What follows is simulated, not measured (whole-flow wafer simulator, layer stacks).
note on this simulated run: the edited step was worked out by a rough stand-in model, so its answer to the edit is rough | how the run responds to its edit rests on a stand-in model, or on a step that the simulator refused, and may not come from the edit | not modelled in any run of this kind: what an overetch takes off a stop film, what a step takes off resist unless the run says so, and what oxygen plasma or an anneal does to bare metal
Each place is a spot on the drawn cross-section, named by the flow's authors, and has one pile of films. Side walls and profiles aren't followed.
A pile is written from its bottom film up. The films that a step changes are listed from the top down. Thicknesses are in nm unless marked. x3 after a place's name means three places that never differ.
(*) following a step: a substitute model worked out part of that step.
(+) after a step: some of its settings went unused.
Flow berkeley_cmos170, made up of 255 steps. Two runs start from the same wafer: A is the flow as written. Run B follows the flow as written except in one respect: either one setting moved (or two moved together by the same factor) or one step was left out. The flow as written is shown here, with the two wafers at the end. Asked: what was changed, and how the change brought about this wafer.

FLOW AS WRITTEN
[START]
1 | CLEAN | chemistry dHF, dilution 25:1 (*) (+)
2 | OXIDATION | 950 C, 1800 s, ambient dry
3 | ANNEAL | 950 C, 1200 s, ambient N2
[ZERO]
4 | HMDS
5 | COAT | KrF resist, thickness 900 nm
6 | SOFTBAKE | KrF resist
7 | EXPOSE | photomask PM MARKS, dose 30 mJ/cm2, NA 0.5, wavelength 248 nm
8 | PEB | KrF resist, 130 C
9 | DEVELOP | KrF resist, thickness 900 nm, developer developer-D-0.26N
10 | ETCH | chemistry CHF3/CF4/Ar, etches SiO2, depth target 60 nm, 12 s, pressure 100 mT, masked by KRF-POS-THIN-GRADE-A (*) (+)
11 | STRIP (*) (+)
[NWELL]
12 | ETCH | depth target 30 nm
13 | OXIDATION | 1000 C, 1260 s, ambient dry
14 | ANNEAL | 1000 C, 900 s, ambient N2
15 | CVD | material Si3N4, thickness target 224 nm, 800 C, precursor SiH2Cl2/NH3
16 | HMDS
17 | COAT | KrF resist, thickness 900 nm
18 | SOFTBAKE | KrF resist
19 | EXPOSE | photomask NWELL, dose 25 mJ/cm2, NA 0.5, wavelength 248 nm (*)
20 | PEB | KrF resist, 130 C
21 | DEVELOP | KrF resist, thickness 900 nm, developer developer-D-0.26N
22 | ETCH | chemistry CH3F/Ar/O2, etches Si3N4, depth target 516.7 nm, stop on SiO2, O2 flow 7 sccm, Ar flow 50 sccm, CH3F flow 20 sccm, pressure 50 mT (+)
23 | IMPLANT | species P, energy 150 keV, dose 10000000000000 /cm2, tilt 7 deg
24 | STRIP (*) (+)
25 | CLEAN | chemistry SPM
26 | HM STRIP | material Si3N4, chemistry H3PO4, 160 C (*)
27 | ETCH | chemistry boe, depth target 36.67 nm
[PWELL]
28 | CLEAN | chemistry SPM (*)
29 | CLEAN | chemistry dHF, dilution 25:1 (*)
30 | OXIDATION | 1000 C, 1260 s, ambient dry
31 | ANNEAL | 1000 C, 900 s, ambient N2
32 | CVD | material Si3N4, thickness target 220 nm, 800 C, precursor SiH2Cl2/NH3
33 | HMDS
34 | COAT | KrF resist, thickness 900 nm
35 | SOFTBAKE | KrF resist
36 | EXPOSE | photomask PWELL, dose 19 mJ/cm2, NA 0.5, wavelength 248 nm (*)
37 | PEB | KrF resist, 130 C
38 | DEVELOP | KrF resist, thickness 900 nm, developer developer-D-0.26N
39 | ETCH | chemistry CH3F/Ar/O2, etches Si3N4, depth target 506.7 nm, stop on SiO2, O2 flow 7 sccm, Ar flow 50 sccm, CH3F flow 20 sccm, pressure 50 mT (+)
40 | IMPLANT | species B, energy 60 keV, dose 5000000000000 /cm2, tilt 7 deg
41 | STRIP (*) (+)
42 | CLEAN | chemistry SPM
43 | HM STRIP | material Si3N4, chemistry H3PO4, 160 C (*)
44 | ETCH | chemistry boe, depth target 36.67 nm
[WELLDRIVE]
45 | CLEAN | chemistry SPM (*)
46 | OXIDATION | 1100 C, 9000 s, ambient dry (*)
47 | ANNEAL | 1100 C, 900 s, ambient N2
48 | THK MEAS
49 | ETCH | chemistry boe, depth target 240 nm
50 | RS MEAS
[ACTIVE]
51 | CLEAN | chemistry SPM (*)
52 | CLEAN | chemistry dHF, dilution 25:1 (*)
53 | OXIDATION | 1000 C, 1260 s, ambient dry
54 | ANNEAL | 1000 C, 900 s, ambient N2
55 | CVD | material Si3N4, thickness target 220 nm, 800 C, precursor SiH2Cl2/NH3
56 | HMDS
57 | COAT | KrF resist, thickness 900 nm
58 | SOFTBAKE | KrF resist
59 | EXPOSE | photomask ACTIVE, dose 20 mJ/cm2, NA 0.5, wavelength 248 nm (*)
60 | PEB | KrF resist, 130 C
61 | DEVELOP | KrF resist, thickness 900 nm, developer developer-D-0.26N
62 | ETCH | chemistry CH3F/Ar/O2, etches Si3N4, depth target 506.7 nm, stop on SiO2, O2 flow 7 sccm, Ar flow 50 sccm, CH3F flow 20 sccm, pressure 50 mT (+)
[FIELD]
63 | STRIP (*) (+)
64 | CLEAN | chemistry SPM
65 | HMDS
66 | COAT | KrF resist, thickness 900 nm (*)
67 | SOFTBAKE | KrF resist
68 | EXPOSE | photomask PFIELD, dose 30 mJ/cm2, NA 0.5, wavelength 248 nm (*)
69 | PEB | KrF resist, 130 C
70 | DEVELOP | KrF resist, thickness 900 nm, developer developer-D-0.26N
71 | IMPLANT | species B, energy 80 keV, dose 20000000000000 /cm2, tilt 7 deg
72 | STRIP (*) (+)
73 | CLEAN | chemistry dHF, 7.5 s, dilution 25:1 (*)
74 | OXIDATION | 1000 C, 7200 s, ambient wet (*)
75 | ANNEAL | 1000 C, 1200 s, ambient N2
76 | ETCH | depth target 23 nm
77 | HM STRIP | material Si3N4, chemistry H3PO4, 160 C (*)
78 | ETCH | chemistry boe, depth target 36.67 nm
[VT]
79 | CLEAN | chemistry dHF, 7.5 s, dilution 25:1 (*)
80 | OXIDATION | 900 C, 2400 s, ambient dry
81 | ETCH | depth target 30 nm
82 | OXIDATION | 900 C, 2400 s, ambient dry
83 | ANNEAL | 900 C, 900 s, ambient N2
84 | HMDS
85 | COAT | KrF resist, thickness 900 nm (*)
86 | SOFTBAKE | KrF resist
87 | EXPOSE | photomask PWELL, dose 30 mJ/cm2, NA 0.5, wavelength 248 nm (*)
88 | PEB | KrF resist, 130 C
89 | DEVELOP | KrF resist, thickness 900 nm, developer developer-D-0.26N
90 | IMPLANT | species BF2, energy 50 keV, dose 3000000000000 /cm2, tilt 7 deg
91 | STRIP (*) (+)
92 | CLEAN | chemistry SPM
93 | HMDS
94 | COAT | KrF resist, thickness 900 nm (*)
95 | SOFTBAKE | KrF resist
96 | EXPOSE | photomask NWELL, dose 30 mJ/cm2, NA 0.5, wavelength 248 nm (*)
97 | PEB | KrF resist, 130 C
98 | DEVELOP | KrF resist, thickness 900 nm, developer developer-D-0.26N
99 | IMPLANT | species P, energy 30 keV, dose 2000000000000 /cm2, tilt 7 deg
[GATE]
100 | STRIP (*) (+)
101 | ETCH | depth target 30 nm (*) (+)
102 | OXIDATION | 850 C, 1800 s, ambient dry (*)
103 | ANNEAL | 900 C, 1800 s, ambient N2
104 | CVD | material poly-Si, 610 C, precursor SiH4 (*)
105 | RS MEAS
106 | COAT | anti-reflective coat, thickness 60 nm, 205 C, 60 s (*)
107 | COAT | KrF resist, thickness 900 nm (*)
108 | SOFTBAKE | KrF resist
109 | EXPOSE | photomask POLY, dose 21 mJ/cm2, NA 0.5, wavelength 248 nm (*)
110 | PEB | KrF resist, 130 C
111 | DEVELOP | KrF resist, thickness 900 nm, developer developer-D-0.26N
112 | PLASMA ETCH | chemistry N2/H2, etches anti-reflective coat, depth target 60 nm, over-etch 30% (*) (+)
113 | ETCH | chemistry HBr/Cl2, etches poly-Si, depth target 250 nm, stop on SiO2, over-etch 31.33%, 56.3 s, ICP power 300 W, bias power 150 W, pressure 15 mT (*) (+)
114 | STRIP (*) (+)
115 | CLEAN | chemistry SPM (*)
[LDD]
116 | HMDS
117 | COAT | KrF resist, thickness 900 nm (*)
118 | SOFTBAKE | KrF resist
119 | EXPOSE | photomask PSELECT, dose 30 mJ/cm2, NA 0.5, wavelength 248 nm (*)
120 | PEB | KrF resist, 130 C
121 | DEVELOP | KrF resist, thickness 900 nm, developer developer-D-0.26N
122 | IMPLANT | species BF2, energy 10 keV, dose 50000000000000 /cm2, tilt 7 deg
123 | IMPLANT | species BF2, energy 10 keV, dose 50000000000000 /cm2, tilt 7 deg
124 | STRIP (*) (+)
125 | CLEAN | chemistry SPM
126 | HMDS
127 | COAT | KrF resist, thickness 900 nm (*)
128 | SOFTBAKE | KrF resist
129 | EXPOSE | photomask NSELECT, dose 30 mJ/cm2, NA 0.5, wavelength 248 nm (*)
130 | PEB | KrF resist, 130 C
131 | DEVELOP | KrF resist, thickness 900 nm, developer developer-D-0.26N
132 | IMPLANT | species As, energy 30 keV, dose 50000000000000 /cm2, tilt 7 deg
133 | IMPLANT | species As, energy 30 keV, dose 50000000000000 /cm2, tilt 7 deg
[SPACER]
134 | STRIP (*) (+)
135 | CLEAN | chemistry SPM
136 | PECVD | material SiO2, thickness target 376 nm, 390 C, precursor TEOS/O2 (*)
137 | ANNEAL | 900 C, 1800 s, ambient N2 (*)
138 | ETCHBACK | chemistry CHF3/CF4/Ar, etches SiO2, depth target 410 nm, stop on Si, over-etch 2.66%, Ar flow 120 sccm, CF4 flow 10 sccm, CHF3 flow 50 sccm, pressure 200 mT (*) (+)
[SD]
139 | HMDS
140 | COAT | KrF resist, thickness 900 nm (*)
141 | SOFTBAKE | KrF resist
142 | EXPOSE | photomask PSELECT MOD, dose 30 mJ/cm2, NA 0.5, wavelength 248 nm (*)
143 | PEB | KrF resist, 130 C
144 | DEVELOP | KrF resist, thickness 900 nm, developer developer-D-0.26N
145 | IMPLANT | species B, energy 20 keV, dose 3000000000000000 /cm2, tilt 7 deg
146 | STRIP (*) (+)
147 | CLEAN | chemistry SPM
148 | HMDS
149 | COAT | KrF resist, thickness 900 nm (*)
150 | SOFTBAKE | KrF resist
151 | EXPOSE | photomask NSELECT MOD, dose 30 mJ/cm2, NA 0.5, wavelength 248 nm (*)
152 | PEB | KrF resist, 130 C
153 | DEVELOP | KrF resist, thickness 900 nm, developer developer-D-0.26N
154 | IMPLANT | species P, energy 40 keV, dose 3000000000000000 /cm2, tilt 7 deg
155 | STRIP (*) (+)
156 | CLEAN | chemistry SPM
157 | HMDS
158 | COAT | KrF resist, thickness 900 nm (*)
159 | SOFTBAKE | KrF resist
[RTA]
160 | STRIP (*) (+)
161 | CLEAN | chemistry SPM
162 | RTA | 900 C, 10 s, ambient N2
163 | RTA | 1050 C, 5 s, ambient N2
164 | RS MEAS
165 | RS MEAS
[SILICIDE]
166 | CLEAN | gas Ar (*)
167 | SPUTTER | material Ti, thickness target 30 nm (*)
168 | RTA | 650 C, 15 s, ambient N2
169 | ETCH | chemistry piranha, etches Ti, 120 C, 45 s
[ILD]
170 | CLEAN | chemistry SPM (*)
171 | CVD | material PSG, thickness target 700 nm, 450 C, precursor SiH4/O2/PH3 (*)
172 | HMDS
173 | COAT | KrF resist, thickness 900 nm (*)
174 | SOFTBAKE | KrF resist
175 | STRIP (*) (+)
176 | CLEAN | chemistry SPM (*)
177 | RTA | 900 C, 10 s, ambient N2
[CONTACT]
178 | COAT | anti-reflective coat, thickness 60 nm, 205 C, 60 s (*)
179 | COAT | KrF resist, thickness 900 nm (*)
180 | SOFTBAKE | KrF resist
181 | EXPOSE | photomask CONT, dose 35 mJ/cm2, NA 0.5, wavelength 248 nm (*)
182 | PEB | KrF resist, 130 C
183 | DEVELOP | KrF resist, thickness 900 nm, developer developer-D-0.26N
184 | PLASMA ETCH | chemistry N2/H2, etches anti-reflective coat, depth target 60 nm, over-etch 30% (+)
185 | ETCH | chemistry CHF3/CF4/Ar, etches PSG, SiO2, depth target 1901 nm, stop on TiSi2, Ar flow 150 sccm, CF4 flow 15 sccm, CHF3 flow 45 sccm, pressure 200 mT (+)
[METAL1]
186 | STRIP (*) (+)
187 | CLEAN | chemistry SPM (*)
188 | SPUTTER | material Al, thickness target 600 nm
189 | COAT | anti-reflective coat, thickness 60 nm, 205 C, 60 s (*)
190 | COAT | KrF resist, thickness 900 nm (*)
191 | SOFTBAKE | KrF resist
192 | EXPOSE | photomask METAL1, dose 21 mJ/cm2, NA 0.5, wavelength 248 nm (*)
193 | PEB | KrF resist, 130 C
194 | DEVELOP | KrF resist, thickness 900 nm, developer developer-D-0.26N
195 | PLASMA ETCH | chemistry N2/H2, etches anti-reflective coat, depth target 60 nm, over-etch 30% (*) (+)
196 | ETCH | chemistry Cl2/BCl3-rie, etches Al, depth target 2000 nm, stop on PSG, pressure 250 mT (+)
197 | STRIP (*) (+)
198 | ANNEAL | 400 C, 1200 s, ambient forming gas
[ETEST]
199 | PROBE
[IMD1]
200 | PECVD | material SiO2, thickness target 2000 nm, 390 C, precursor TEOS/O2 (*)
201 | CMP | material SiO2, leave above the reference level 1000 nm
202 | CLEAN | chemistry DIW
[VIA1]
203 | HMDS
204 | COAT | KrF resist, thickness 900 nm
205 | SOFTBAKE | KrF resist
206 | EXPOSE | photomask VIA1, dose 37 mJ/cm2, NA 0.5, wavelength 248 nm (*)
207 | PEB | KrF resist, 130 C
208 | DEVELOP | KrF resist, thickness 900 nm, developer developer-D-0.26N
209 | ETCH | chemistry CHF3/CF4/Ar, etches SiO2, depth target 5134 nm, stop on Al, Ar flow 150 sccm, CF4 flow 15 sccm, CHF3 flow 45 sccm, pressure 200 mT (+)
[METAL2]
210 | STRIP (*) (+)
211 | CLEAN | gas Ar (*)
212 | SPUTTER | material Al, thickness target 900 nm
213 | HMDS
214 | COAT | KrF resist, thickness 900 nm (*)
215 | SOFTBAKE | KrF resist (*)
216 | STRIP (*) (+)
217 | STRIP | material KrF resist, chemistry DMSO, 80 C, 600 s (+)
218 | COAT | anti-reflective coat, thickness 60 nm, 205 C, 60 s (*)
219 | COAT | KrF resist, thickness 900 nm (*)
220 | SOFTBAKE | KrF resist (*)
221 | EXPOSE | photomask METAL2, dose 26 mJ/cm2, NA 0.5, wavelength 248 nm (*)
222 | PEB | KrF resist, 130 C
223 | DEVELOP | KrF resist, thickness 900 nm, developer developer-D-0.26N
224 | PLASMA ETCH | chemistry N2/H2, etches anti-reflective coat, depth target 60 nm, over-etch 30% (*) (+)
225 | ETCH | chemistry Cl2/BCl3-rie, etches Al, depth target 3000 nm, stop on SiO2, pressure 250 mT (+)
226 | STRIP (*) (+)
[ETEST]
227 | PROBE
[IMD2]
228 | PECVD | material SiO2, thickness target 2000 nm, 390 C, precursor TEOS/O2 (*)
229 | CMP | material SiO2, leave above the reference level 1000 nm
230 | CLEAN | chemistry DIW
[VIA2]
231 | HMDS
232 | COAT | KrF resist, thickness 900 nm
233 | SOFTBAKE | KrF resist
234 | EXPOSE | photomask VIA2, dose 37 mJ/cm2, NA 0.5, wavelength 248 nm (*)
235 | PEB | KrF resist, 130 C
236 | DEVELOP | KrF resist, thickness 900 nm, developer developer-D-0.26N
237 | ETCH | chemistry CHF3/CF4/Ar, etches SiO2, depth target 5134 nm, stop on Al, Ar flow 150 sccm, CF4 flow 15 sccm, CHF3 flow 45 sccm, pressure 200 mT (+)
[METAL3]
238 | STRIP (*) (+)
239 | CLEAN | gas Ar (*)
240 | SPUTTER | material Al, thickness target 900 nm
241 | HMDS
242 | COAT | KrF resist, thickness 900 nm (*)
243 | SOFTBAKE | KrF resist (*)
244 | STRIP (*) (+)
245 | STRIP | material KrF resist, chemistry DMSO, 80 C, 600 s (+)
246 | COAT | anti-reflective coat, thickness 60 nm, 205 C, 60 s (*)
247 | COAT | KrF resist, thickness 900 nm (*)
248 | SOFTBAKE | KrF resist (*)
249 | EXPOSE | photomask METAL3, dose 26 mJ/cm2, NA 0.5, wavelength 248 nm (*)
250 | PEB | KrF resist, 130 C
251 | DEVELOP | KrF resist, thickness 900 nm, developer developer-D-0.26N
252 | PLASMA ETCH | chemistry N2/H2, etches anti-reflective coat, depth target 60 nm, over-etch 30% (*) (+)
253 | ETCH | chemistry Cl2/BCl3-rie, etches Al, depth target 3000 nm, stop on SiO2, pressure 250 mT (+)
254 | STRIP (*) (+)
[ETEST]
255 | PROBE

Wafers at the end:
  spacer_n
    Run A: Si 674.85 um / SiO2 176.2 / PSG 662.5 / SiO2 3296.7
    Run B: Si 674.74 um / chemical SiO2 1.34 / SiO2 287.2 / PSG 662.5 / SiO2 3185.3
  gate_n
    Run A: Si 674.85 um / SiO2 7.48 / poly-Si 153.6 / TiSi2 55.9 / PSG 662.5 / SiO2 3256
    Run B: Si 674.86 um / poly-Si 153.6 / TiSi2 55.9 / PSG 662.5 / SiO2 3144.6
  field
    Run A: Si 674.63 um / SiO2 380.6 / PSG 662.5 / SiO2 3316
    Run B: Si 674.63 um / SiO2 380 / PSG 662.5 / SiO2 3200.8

The reason: step 102, OXIDATION: 680 C was run, though the flow has 850 C.

How this came from the change, step by step:
  102 | OXIDATION | 850 C, 1800 s, ambient dry (*)
      sd_n, spacer_n, gate_n and 8 more: A +7.48 SiO2 (new film), -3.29 Si | B nothing
      field: A +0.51 SiO2, -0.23 Si | B nothing
  106 | COAT | anti-reflective coat, thickness 60 nm, 205 C, 60 s (*)
      spacer_n: A +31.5 anti-reflective coat (new film) | B +30.6 anti-reflective coat (new film)
      gate_n: A +27.3 anti-reflective coat (new film) | B +26.4 anti-reflective coat (new film)
      (as well as at 2 more places)
  112 | PLASMA ETCH | chemistry N2/H2, etches anti-reflective coat, depth target 60 nm, over-etch 30% (*) (+)
      spacer_n: A -31.5 anti-reflective coat (all of it), -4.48 poly-Si | B -30.6 anti-reflective coat (all of it), -4.59 poly-Si
      spacer_p: A -32.1 anti-reflective coat (all of it), -4.46 poly-Si | B -31.4 anti-reflective coat (all of it), -4.56 poly-Si
  113 | ETCH | chemistry HBr/Cl2, etches poly-Si, depth target 250 nm, stop on SiO2, over-etch 31.33%, 56.3 s, ICP power 300 W, bias power 150 W, pressure 15 mT (*) (+)
      spacer_n, spacer_p: A -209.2 poly-Si (all of it), -0.6 SiO2 | B -209.1 poly-Si (all of it), -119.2 Si
      contact, via1: A -210.1 poly-Si (all of it), -0.59 SiO2 | B -210 poly-Si (all of it), -118.3 Si
      (as well as at 5 more places)
  114 | STRIP (*) (+)
      sd_n, spacer_n, sd_p and 6 more: A nothing | B +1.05 chemical SiO2 (new film), -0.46 Si
      gate_n: A +0.8 chemical SiO2 (new film), -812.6 KrF resist (all of it), -27.3 anti-reflective coat (all of it), -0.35 poly-Si | B +0.8 chemical SiO2 (new film), -815.6 KrF resist (all of it), -26.4 anti-reflective coat (all of it), -0.35 poly-Si
      (as well as at 1 more place)
  117 | COAT | KrF resist, thickness 900 nm (*)
      field: A +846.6 KrF resist (new film) | B +816.4 KrF resist (new film)
      sd_n: A +1000.9 KrF resist (new film) | B +1059.5 KrF resist (new film)
      (as well as at 10 more places)
  121 | DEVELOP | KrF resist, thickness 900 nm, developer developer-D-0.26N
      sd_p: A -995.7 KrF resist (all of it) | B -1051.4 KrF resist (all of it)
      spacer_p: A -991.3 KrF resist (all of it) | B -1045.6 KrF resist (all of it)
      (as well as at 1 more place)
  124 | STRIP (*) (+)
      sd_n: A -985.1 KrF resist (all of it) | B -1043.5 KrF resist (all of it), +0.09 chemical SiO2
      spacer_n: A -981.7 KrF resist (all of it) | B -1039.1 KrF resist (all of it), +0.09 chemical SiO2
      (as well as at 7 more places)
  127 | COAT | KrF resist, thickness 900 nm (*)
      field: A +846.7 KrF resist (new film) | B +816.3 KrF resist (new film)
      sd_n: A +1000.9 KrF resist (new film) | B +1059.5 KrF resist (new film)
      (as well as at 10 more places)
  131 | DEVELOP | KrF resist, thickness 900 nm, developer developer-D-0.26N
      sd_n: A -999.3 KrF resist (all of it) | B -1057.8 KrF resist (all of it)
      spacer_n: A -996.2 KrF resist (all of it) | B -1053.2 KrF resist (all of it)
      (as well as at 2 more places)
  134 | STRIP (*) (+)
      sd_p: A -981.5 KrF resist (all of it) | B -1037.1 KrF resist (all of it), +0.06 chemical SiO2
      spacer_p: A -977.4 KrF resist (all of it) | B -1031.2 KrF resist (all of it), +0.06 chemical SiO2
      (as well as at 6 more places)
  136 | PECVD | material SiO2, thickness target 376 nm, 390 C, precursor TEOS/O2 (*)
      sd_n, spacer_n, sd_p and 6 more: A +376 SiO2 | B +376 SiO2 (new film)
  138 | ETCHBACK | chemistry CHF3/CF4/Ar, etches SiO2, depth target 410 nm, stop on Si, over-etch 2.66%, Ar flow 120 sccm, CF4 flow 10 sccm, CHF3 flow 50 sccm, pressure 200 mT (*) (+)
      m1, via1, m2, via2: A -366 SiO2 (all of it) | B -359.1 SiO2 (all of it), -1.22 chemical SiO2 (all of it)
      sd_n, sd_p, contact: A -366 SiO2 (all of it) | B -359.1 SiO2 (all of it), -1.34 chemical SiO2 (all of it)
      (as well as at 2 more places)
  140 | COAT | KrF resist, thickness 900 nm (*)
      field: A +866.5 KrF resist (new film) | B +845.9 KrF resist (new film)
      sd_n: A +985.6 KrF resist (new film) | B +1049.2 KrF resist (new film)
      (as well as at 10 more places)
  144 | DEVELOP | KrF resist, thickness 900 nm, developer developer-D-0.26N
      sd_p: A -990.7 KrF resist (all of it) | B -1054 KrF resist (all of it)
      spacer_p: A -817.6 KrF resist (all of it) | B -773.7 KrF resist (all of it)
      (as well as at 1 more place)
  146 | STRIP (*) (+)
      field: A -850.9 KrF resist (all of it) | B -830.4 KrF resist (all of it)
      sd_n: A +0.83 chemical SiO2 (new film), -969.8 KrF resist (all of it), -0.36 Si | B +0.84 chemical SiO2 (new film), -1033.3 KrF resist (all of it), -0.37 Si
      (as well as at 7 more places)
  ... another 19 steps ...
  201 | CMP | material SiO2, leave above the reference level 1000 nm
      spacer_n, spacer_p: A -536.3 SiO2 | B -647.7 SiO2
      gate_n, gate_p: A -577.1 SiO2 | B -688.4 SiO2
      (as well as at 4 more places)
